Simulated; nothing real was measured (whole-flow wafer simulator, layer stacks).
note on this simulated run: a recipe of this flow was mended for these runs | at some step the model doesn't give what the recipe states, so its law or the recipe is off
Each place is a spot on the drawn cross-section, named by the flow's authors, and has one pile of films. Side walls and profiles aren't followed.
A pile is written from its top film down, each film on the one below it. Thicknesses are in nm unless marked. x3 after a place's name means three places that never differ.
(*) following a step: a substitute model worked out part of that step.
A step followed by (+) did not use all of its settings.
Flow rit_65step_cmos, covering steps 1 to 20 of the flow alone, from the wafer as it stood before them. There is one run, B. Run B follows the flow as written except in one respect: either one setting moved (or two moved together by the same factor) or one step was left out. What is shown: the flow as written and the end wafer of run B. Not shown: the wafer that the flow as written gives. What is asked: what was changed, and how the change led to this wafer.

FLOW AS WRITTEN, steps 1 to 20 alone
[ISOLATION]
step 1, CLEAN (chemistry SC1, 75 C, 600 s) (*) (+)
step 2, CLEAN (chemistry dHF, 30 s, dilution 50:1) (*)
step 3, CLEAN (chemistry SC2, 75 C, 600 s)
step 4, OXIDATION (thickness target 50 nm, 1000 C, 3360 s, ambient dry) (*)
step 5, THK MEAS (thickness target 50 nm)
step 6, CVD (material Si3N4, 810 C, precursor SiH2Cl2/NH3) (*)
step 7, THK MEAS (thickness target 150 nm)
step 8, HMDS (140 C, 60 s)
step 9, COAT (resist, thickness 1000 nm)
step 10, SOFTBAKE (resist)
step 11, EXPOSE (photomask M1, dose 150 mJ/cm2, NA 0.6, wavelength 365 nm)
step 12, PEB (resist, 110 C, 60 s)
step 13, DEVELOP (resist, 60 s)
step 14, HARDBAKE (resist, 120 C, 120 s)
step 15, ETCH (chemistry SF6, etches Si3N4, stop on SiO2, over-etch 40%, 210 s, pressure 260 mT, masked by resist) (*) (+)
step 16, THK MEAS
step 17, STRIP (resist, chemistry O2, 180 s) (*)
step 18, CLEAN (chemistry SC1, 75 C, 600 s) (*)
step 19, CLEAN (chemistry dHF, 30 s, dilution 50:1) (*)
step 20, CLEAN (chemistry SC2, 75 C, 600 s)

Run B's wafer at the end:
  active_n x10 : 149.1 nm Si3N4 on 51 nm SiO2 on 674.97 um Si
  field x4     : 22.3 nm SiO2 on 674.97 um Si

Cause: step 18, CLEAN: 840 s was run, while the flow as written has 600 s.

How this came from the change, step by step:
  step 18, CLEAN (chemistry SC1, 75 C, 600 s) (*)
      field x4: -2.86 SiO2 (it would be, as written: -2.05 SiO2)
